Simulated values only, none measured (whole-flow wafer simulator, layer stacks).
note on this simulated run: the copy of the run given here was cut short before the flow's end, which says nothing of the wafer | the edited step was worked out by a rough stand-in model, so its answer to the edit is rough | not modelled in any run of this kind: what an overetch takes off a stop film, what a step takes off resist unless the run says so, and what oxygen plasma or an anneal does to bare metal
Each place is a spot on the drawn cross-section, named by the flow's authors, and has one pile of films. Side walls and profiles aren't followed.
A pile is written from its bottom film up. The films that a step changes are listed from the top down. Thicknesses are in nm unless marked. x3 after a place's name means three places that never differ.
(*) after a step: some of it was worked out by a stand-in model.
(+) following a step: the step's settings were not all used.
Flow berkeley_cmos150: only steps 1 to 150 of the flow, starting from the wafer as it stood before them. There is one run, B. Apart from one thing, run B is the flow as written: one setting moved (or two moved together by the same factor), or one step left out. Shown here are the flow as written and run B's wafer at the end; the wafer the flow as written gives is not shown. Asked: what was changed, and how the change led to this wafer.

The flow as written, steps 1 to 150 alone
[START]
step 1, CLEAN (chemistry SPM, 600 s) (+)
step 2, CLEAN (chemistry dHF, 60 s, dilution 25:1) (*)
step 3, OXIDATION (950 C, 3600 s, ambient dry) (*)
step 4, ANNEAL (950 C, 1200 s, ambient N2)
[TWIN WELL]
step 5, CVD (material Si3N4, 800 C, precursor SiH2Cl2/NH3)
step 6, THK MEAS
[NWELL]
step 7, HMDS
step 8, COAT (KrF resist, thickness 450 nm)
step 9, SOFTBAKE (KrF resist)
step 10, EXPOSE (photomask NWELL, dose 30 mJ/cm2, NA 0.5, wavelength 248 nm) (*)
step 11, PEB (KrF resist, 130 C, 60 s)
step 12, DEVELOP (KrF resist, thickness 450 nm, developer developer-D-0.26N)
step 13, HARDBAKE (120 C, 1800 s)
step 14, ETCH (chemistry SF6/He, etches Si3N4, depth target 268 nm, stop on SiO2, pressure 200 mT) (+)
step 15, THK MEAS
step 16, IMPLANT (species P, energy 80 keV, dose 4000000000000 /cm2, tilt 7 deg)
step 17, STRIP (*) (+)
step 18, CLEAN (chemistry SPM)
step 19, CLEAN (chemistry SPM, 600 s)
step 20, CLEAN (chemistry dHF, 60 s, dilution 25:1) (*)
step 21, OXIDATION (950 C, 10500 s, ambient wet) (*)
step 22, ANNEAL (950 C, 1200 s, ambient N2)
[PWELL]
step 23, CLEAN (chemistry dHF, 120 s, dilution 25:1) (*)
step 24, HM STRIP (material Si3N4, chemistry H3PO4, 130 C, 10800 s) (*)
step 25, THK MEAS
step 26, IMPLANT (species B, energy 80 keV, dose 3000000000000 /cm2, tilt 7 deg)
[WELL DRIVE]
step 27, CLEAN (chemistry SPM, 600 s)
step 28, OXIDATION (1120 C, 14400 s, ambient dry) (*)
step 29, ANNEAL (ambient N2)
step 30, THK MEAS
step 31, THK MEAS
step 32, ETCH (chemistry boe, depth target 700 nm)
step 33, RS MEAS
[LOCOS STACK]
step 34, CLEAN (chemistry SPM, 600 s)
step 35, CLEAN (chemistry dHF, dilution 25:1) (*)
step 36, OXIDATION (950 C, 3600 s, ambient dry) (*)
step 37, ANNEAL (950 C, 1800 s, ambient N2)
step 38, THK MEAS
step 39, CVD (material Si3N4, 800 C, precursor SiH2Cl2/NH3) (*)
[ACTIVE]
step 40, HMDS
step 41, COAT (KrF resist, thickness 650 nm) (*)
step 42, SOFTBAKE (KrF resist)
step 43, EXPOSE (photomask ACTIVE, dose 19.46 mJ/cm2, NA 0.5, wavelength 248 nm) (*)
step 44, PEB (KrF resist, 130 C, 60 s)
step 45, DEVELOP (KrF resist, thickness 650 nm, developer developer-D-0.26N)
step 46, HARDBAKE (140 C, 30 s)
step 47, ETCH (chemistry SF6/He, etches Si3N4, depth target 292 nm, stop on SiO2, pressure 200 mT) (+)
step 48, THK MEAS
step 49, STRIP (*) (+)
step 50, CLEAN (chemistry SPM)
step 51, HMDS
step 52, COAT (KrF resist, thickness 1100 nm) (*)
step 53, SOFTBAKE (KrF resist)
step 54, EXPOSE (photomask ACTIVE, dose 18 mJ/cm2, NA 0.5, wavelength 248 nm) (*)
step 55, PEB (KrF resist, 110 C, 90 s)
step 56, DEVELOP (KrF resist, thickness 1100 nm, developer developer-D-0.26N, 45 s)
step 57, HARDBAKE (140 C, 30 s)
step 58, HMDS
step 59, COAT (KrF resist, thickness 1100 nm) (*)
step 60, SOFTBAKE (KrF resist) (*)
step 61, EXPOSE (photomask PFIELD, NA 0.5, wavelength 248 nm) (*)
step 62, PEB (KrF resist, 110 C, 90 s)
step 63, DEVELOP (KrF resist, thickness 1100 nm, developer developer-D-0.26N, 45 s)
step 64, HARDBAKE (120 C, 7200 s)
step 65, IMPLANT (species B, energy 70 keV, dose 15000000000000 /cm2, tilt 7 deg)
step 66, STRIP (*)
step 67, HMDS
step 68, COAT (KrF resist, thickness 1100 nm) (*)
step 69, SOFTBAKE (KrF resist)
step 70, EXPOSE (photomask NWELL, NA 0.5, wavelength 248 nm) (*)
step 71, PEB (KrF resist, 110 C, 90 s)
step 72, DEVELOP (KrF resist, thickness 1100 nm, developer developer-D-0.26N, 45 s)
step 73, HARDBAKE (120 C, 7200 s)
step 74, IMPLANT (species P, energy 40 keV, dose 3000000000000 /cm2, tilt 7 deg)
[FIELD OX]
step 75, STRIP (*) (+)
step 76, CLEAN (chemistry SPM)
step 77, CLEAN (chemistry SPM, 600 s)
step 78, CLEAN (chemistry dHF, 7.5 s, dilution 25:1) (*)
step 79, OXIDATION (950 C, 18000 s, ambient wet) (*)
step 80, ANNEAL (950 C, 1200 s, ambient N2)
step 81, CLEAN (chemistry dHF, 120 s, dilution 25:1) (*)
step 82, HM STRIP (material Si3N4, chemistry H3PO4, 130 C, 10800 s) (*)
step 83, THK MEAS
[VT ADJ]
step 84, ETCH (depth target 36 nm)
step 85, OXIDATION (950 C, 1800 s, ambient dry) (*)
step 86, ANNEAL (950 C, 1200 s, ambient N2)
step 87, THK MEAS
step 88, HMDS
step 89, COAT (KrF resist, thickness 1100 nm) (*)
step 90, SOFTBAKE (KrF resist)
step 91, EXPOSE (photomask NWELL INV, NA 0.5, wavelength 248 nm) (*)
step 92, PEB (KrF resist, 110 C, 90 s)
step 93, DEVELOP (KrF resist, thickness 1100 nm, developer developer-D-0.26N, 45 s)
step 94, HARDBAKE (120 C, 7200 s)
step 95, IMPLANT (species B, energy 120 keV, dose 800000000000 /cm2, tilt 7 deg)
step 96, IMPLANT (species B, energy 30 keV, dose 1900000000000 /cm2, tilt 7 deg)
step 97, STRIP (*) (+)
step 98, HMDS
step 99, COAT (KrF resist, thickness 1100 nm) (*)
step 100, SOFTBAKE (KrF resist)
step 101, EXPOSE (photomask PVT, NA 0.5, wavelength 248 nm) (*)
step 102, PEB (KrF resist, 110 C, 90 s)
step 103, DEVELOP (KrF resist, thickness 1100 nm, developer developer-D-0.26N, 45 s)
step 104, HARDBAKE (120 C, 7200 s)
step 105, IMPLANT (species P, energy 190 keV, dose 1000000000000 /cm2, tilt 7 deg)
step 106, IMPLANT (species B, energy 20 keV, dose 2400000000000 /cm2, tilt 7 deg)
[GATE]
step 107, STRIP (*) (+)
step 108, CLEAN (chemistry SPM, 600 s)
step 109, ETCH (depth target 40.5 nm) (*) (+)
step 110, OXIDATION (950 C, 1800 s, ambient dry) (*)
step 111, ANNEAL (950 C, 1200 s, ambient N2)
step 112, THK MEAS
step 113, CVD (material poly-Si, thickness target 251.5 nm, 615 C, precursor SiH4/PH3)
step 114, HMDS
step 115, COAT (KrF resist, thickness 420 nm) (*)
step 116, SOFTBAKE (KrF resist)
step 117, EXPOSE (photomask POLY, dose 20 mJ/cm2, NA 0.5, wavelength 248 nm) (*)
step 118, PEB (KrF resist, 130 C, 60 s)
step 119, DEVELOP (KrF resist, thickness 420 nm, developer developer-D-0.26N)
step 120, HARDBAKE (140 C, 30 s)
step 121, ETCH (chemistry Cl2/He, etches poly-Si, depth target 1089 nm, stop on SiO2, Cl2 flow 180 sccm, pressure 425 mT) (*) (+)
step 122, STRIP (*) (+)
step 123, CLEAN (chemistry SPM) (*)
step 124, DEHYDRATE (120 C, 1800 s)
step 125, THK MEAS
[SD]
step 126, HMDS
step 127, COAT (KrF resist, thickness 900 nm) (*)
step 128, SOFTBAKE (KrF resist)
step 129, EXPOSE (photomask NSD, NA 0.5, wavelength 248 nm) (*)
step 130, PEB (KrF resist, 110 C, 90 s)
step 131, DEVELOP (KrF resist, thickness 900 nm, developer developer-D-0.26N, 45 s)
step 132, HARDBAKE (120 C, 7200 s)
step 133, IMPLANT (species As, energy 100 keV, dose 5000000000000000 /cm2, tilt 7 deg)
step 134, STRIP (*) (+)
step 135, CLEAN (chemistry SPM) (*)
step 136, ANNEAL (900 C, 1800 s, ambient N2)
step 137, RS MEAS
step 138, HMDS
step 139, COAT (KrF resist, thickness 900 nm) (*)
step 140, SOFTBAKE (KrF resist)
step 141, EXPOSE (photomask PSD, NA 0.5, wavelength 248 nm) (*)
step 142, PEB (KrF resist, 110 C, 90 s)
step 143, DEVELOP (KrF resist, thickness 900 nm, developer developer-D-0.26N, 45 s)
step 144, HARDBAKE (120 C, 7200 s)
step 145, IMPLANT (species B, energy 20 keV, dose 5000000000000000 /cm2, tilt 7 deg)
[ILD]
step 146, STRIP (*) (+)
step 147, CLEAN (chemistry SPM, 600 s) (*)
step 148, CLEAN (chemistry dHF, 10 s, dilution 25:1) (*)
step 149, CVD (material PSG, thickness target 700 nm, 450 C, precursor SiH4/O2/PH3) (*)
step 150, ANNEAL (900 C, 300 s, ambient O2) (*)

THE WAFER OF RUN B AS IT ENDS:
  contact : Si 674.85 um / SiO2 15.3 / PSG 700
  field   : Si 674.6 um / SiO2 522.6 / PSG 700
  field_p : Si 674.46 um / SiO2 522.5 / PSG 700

Cause: step 28, OXIDATION: 12240 s was run, though the flow has 14400 s.

Step by step, how the change led to this:
  step 28, OXIDATION (1120 C, 14400 s, ambient dry) (*)
      field, sd_n, gate_n, contact, m1: SiO2 gains 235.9, Si loses 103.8 (as written it would have been: SiO2 gains 261.5, Si loses 115.1)
      field_p, sd_p, gate_p: SiO2 gains 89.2, Si loses 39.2 (as written it would have been: SiO2 gains 103.6, Si loses 45.6)
  step 32, ETCH (chemistry boe, depth target 700 nm)
      field, sd_n, gate_n, contact, m1: SiO2 loses 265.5 (all of it) (as written it would have been: SiO2 loses 291.1 (all of it))
      field_p, sd_p, gate_p: SiO2 loses 541.1 (all of it) (as written it would have been: SiO2 loses 555.5 (all of it))
